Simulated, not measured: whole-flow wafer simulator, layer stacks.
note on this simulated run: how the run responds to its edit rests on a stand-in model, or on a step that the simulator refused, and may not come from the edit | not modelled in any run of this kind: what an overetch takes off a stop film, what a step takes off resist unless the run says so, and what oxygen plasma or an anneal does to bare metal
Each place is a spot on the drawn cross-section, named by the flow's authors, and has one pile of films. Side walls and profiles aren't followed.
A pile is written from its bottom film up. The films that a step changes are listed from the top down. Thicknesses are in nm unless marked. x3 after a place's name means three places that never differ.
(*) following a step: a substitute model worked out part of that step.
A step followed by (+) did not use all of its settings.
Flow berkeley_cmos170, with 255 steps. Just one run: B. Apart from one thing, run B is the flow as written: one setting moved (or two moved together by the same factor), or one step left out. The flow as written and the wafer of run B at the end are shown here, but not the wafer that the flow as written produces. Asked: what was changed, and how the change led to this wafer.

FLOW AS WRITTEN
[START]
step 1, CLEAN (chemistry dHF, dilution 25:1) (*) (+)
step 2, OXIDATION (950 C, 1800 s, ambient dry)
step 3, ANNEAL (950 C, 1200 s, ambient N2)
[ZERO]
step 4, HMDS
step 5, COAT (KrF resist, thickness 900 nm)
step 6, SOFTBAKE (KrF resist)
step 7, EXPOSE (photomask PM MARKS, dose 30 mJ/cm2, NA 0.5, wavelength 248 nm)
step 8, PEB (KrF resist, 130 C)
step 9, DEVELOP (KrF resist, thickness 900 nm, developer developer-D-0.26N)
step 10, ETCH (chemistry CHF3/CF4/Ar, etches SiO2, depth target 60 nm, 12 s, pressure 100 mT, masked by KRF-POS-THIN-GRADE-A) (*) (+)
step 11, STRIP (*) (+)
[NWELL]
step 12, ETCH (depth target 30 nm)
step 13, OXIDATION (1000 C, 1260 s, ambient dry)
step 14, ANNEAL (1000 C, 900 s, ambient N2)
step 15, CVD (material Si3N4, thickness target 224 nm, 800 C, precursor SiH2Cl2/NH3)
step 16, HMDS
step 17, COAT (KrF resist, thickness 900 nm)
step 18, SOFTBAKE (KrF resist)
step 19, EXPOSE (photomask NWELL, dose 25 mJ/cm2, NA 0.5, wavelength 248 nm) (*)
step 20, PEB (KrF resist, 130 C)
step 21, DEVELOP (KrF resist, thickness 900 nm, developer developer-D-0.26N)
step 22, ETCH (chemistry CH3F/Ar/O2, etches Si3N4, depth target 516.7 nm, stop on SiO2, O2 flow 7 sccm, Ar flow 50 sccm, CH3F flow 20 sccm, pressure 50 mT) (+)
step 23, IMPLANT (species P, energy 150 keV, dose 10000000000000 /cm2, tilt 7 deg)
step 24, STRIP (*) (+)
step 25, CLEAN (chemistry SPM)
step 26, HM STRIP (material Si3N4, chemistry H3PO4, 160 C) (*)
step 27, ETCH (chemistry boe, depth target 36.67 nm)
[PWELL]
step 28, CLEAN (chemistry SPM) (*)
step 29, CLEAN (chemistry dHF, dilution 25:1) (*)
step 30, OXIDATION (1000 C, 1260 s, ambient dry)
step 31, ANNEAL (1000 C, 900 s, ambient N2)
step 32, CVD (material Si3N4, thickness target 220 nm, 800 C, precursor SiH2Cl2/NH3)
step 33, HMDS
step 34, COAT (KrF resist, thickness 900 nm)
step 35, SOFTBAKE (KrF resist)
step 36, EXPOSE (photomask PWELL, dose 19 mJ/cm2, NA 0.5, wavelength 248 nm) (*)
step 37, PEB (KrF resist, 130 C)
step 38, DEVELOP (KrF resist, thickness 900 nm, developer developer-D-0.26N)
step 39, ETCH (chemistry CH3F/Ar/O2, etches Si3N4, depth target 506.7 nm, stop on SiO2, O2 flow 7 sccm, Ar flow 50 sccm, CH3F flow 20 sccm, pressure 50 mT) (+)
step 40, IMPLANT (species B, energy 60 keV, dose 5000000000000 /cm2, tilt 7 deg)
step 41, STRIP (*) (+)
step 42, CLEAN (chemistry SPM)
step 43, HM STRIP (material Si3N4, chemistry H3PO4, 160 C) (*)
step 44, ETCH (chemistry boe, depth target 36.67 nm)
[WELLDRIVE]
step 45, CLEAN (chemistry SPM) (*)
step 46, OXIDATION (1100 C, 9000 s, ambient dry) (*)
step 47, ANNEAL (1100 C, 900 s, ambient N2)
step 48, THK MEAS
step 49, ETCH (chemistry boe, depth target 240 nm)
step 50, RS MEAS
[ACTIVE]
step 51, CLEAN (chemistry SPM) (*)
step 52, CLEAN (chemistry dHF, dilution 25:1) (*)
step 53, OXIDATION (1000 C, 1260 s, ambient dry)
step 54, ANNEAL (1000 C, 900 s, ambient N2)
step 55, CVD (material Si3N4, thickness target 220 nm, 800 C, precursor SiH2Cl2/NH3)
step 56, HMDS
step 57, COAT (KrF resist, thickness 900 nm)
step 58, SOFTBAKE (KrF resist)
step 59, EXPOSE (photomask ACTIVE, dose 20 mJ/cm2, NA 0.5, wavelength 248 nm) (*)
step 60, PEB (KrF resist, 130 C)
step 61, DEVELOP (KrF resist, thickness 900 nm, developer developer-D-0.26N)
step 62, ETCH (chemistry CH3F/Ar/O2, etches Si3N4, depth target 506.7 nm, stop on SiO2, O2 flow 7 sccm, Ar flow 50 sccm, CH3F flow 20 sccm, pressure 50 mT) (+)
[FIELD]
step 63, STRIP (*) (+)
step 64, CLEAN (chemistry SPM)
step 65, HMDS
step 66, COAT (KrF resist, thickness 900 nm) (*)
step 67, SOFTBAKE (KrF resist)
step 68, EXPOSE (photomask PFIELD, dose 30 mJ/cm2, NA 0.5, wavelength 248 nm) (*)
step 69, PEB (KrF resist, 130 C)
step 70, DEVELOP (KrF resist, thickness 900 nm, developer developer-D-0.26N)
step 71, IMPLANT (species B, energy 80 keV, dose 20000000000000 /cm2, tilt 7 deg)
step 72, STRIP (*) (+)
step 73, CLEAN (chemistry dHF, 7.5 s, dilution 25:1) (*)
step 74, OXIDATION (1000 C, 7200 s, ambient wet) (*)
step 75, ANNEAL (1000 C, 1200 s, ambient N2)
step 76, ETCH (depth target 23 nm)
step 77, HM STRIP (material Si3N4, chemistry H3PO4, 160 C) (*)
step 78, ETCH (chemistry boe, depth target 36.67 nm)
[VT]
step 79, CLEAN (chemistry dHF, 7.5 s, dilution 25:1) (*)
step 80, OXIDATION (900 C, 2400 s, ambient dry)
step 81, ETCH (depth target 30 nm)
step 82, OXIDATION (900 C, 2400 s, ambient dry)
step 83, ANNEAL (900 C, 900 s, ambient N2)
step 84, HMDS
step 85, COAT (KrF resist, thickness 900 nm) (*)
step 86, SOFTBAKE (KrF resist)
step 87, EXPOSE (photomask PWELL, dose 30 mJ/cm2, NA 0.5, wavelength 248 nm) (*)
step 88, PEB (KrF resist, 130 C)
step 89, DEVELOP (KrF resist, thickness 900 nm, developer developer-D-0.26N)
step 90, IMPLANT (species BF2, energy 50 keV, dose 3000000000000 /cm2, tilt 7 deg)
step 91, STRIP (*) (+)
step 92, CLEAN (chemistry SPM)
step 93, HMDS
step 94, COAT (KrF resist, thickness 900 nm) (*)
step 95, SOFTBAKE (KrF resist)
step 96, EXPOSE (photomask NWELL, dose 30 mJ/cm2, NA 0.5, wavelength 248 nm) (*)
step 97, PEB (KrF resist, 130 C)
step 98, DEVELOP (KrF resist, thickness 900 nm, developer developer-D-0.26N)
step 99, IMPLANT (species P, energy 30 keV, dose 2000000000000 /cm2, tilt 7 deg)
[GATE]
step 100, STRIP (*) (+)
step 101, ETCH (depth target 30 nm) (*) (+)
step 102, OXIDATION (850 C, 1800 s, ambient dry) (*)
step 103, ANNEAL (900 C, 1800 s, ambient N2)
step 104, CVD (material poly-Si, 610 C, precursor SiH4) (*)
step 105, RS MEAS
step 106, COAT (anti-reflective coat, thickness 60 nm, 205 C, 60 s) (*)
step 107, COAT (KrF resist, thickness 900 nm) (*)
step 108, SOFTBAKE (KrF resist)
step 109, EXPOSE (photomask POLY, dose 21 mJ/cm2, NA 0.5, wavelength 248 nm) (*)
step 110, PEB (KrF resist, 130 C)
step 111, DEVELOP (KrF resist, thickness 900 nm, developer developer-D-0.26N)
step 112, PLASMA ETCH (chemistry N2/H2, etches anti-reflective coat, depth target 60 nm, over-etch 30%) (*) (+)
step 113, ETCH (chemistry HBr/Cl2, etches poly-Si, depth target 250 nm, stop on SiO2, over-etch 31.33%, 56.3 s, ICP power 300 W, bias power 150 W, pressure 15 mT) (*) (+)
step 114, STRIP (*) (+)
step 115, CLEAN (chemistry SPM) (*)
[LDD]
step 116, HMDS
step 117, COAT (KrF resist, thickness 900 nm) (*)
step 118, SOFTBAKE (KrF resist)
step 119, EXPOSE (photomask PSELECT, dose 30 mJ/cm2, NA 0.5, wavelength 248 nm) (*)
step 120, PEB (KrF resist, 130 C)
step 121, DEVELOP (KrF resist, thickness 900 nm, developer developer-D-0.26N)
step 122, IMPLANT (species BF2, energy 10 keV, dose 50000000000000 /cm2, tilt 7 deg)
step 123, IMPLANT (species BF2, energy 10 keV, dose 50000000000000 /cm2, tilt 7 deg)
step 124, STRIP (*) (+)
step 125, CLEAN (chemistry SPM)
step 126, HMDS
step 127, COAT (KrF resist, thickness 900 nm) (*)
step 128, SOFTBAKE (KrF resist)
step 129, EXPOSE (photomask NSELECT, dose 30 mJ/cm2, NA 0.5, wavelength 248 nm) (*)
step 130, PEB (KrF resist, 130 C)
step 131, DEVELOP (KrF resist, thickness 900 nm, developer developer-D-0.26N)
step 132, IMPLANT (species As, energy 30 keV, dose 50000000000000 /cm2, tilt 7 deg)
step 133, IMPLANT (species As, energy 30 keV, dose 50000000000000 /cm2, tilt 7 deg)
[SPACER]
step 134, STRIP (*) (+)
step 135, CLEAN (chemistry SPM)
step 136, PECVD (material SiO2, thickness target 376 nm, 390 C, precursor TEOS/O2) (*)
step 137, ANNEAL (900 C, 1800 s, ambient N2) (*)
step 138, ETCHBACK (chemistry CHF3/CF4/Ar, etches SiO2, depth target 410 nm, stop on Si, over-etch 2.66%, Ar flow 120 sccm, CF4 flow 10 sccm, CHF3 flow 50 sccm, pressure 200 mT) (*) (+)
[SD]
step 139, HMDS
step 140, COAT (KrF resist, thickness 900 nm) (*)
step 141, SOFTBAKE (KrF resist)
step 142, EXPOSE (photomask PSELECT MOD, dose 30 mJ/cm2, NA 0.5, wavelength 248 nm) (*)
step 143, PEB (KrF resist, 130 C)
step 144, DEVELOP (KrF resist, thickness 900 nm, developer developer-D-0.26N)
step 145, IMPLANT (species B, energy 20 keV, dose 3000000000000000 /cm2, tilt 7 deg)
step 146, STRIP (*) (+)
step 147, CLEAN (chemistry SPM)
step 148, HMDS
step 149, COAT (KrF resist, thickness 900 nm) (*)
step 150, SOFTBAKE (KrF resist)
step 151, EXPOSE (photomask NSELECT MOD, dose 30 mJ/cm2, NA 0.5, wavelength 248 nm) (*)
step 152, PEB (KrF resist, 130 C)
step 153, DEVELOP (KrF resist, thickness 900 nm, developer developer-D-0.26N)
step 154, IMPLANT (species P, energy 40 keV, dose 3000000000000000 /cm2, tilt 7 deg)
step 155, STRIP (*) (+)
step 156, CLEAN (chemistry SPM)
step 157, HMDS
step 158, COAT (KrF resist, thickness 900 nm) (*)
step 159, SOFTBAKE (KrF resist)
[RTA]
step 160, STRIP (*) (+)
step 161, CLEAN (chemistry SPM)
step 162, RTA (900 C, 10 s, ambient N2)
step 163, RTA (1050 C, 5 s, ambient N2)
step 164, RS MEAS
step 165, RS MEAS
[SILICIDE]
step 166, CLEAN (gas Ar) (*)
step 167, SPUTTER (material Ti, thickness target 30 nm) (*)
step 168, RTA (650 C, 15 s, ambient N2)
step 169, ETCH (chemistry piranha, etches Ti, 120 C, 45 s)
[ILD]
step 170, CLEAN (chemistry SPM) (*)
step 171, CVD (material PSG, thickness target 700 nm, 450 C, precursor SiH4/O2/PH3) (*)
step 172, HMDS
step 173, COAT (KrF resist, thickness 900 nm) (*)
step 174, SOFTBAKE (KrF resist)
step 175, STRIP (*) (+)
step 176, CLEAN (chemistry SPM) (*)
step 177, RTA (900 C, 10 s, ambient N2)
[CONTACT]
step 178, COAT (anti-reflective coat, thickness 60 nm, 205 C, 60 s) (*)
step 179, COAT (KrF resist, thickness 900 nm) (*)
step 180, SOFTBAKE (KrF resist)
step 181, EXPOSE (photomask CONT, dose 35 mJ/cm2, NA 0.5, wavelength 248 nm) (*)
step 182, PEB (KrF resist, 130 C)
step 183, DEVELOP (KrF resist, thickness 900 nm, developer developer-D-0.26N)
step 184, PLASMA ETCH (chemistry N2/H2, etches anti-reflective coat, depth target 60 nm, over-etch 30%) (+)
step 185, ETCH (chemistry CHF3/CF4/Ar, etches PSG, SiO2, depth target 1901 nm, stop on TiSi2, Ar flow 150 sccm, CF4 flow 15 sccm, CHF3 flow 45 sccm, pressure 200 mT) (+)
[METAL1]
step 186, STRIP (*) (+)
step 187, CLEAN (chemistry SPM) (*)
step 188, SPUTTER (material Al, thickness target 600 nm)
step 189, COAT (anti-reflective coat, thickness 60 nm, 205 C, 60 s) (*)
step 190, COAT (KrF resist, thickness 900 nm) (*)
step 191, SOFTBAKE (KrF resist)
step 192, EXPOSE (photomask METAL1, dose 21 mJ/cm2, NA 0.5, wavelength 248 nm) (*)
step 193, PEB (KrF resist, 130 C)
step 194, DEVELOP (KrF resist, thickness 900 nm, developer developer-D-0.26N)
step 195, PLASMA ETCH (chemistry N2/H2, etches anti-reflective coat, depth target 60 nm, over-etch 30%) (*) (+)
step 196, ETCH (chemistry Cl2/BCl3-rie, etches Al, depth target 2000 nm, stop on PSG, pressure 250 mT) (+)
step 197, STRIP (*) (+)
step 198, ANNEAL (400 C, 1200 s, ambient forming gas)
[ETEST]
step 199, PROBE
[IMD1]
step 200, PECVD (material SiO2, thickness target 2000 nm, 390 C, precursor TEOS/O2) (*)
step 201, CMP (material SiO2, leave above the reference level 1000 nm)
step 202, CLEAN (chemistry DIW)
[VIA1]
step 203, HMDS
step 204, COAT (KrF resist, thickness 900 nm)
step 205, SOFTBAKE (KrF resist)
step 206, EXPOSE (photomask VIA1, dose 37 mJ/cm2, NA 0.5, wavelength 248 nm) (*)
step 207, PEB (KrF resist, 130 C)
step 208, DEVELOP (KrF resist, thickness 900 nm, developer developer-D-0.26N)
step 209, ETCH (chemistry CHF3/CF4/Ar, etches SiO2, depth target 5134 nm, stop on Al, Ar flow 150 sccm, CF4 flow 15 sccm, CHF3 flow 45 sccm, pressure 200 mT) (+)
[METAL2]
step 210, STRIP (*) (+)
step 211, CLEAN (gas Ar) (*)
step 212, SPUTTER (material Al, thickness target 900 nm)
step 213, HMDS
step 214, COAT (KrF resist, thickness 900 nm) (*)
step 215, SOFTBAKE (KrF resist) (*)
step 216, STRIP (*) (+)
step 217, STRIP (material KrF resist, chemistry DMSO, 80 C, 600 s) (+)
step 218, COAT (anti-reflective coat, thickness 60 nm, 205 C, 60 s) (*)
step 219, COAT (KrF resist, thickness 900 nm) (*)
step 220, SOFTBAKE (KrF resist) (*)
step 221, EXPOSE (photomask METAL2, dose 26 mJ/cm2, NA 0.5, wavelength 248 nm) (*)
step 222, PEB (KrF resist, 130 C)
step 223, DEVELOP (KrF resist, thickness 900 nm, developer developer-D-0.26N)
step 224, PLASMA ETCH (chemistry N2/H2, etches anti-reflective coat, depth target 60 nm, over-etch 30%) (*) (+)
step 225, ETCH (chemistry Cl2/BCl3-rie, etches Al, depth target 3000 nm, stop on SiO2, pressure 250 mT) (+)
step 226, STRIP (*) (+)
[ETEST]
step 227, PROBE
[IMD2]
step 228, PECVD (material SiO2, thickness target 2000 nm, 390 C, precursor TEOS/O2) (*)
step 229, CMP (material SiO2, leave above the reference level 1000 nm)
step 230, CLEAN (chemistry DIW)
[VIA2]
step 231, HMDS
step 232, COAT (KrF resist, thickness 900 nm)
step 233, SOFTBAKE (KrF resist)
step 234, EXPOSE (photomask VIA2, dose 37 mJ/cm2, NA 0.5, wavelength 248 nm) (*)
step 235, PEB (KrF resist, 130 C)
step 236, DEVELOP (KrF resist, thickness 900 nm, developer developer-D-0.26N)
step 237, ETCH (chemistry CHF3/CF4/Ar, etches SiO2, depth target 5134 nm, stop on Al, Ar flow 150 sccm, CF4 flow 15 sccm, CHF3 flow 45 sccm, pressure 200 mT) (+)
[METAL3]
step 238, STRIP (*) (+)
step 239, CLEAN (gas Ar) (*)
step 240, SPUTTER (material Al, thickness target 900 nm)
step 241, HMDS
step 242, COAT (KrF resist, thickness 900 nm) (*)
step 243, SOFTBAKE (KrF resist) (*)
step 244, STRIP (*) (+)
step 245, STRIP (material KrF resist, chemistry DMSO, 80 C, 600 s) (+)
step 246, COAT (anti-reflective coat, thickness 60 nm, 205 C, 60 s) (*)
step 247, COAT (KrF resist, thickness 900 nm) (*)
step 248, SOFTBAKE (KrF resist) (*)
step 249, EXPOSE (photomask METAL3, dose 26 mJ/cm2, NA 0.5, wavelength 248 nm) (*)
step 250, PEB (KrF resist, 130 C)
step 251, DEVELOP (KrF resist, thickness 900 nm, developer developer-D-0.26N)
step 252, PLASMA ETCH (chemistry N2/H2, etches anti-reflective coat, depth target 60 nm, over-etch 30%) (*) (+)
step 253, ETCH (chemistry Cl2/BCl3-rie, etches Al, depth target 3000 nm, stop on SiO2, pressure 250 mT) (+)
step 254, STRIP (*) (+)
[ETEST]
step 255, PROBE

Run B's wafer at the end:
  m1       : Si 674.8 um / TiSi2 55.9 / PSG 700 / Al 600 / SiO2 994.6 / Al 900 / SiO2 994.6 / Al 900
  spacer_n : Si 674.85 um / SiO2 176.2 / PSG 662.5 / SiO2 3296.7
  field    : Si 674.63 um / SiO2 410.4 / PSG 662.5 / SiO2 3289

Cause: step 81, ETCH: depth target 30 nm, was omitted.

The path from the change to this, step by step:
  step 82, OXIDATION (900 C, 2400 s, ambient dry)
      sd_n, spacer_n, gate_n and 8 more: SiO2 gains 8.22, Si loses 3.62 (in the flow as written it would be: SiO2 gains 14.9 (new film), Si loses 6.57)
  step 101, ETCH (depth target 30 nm) (*) (+)
      sd_n, spacer_n, gate_n and 8 more: SiO2 loses 23.2 (all of it) (in the flow as written it would be: SiO2 loses 14.9 (all of it))
  step 106, COAT (anti-reflective coat, thickness 60 nm, 205 C, 60 s) (*)
      sd_n: anti-reflective coat gains 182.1 (new film) (in the flow as written it would be: anti-reflective coat gains 158.6 (new film))
      spacer_n: anti-reflective coat gains 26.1 (new film) (in the flow as written it would be: anti-reflective coat gains 31.5 (new film))
      (and at 8 other places as well)
  step 107, COAT (KrF resist, thickness 900 nm) (*)
      spacer_n: KrF resist gains 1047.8 (new film) (in the flow as written it would be: KrF resist gains 1024.8 (new film))
      gate_n: KrF resist gains 1050.6 (new film) (in the flow as written it would be: KrF resist gains 1027.4 (new film))
  step 111, DEVELOP (KrF resist, thickness 900 nm, developer developer-D-0.26N)
      spacer_n: KrF resist loses 1046.1 (all of it) (in the flow as written it would be: KrF resist loses 1023.1 (all of it))
  step 112, PLASMA ETCH (chemistry N2/H2, etches anti-reflective coat, depth target 60 nm, over-etch 30%) (*) (+)
      field: anti-reflective coat loses 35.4 (all of it), poly-Si loses 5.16 (in the flow as written it would be: anti-reflective coat loses 34.7 (all of it), poly-Si loses 4.4)
      sd_n: anti-reflective coat loses 182.1 (all of it), poly-Si loses 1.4 (in the flow as written it would be: anti-reflective coat loses 158.6 (all of it), poly-Si loses 1.22)
      (and at 8 other places as well)
  step 114, STRIP (*) (+)
      gate_n: chemical SiO2 gains 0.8 (new film), KrF resist loses 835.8 (all of it), anti-reflective coat loses 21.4 (all of it), poly-Si loses 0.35 (in the flow as written it would be: chemical SiO2 gains 0.8 (new film), KrF resist loses 812.6 (all of it), anti-reflective coat loses 27.3 (all of it), poly-Si loses 0.35)
      gate_p: chemical SiO2 gains 0.8 (new film), KrF resist loses 795.1 (all of it), anti-reflective coat loses 26.6 (all of it), poly-Si loses 0.35 (in the flow as written it would be: chemical SiO2 gains 0.8 (new film), KrF resist loses 782.1 (all of it), anti-reflective coat loses 29.6 (all of it), poly-Si loses 0.35)
  step 178, COAT (anti-reflective coat, thickness 60 nm, 205 C, 60 s) (*)
      sd_n: anti-reflective coat gains 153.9 (new film) (in the flow as written it would be: anti-reflective coat gains 135.1 (new film))
      spacer_n: anti-reflective coat gains 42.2 (new film) (in the flow as written it would be: anti-reflective coat gains 41.2 (new film))
      (and at 7 other places as well)
  step 184, PLASMA ETCH (chemistry N2/H2, etches anti-reflective coat, depth target 60 nm, over-etch 30%) (+)
      field, sd_n, spacer_n and 8 more: KrF resist loses 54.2 (in the flow as written it would be: KrF resist loses 52.6)
      contact: anti-reflective coat loses 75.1 (all of it), PSG loses 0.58 (in the flow as written it would be: anti-reflective coat loses 72.8 (all of it), PSG loses 0.56)
  step 186, STRIP (*) (+)
      sd_n: KrF resist loses 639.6 (all of it), anti-reflective coat loses 153.9 (all of it) (in the flow as written it would be: KrF resist loses 643.8 (all of it), anti-reflective coat loses 135.1 (all of it))
      spacer_n: KrF resist loses 613.3 (all of it), anti-reflective coat loses 42.2 (all of it) (in the flow as written it would be: KrF resist loses 599.1 (all of it), anti-reflective coat loses 41.2 (all of it))
      (and at 6 other places as well)
  step 189, COAT (anti-reflective coat, thickness 60 nm, 205 C, 60 s) (*)
      spacer_n: anti-reflective coat gains 43.2 (new film) (in the flow as written it would be: anti-reflective coat gains 41.9 (new film))
      gate_n: anti-reflective coat gains 49.8 (new film) (in the flow as written it would be: anti-reflective coat gains 48 (new film))
      (and at 5 other places as well)
  step 195, PLASMA ETCH (chemistry N2/H2, etches anti-reflective coat, depth target 60 nm, over-etch 30%) (*) (+)
      contact, m1, via1, m2, via2: KrF resist loses 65 (in the flow as written it would be: KrF resist loses 62.5)
      spacer_n: anti-reflective coat loses 43.2 (all of it) (in the flow as written it would be: anti-reflective coat loses 41.9 (all of it))
      (and at 4 other places as well)
  step 196, ETCH (chemistry Cl2/BCl3-rie, etches Al, depth target 2000 nm, stop on PSG, pressure 250 mT) (+)
      sd_p: Al loses 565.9 (all of it), PSG loses 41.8 (in the flow as written it would be: Al loses 573.8 (all of it), PSG loses 40.8)
  step 197, STRIP (*) (+)
      m1: KrF resist loses 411 (all of it), anti-reflective coat loses 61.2 (all of it) (in the flow as written it would be: KrF resist loses 404.7 (all of it), anti-reflective coat loses 63 (all of it))
      m2: KrF resist loses 421.5 (all of it), anti-reflective coat loses 57.5 (all of it) (in the flow as written it would be: KrF resist loses 412.9 (all of it), anti-reflective coat loses 61.1 (all of it))
  step 201, CMP (material SiO2, leave above the reference level 1000 nm)
      field: SiO2 loses 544 (in the flow as written it would be: SiO2 loses 517)
